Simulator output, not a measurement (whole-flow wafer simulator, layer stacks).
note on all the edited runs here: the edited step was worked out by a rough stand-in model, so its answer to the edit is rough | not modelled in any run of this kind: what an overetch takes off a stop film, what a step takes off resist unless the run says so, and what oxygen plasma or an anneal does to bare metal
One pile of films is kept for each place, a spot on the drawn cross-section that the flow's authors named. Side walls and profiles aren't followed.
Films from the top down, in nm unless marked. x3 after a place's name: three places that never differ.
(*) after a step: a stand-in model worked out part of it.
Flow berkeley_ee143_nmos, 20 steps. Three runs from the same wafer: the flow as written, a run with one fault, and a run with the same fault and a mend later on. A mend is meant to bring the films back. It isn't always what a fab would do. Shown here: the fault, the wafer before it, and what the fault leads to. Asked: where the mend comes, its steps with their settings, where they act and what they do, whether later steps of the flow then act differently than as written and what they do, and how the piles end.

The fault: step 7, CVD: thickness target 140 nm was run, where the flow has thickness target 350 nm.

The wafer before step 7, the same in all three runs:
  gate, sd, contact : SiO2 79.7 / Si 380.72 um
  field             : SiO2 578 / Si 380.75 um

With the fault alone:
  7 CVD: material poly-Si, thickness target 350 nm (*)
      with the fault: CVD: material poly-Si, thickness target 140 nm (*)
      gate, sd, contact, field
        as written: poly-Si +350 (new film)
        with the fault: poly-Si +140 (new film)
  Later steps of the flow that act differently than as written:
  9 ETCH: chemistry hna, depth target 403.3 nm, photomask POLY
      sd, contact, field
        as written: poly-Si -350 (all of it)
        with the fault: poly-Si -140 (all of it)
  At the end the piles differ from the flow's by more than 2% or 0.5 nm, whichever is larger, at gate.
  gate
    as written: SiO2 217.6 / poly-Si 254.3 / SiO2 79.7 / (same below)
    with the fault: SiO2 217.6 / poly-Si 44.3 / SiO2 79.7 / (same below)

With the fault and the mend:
  The mend comes after step 7.
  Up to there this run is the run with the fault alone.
  7a CVD: material poly-Si, thickness target 210 nm (*) (the flow's step 7 once more, with other settings)
      gate, sd, contact, field
        poly-Si +210
  No later step of the flow acts differently than as written at any place that is followed.
  At the end the piles are the same as the flow's at every place that both follow.
